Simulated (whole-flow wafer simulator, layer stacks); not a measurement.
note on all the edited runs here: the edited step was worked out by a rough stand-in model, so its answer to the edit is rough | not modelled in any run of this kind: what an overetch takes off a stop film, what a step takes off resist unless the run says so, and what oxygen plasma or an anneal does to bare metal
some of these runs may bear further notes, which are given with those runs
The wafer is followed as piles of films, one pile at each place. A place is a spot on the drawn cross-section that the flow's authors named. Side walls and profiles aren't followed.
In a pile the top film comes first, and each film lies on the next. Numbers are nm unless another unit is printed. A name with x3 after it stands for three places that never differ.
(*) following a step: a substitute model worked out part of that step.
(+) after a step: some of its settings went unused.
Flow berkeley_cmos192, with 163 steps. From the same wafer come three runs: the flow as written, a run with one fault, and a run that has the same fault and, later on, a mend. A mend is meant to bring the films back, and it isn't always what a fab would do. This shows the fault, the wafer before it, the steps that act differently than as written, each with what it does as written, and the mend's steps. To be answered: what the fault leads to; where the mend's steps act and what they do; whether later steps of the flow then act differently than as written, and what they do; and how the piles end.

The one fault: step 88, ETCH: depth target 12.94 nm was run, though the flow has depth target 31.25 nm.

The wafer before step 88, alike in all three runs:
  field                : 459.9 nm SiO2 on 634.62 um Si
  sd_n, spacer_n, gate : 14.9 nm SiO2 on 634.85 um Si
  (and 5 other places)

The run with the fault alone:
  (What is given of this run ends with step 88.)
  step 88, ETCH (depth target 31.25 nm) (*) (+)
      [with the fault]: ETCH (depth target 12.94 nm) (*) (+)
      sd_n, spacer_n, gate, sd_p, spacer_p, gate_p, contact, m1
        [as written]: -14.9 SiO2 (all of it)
        [with the fault]: -12.9 SiO2
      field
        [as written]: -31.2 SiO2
        [with the fault]: -12.9 SiO2
  After step 88, at field, sd_n, spacer_n and 6 more, the piles differ from the flow's by more than 2% or 0.5 nm, whichever is larger.
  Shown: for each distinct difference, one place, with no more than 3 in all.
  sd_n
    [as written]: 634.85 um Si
    [with the fault]: 2 nm SiO2 on 634.85 um Si
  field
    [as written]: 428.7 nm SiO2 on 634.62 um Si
    [with the fault]: 447 nm SiO2 on 634.62 um Si

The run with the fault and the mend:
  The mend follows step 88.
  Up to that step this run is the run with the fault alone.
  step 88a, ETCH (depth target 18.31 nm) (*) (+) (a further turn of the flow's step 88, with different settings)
      sd_n, spacer_n, gate, sd_p, spacer_p, gate_p, contact, m1
        -2 SiO2 (all of it)
      field
        -18.3 SiO2
  None of the later steps of the flow differs from how it acts as written, at any place that is followed, by more than 2% or 0.5 nm, whichever is larger.
  At every place that both follow, the piles at the end match the flow's.
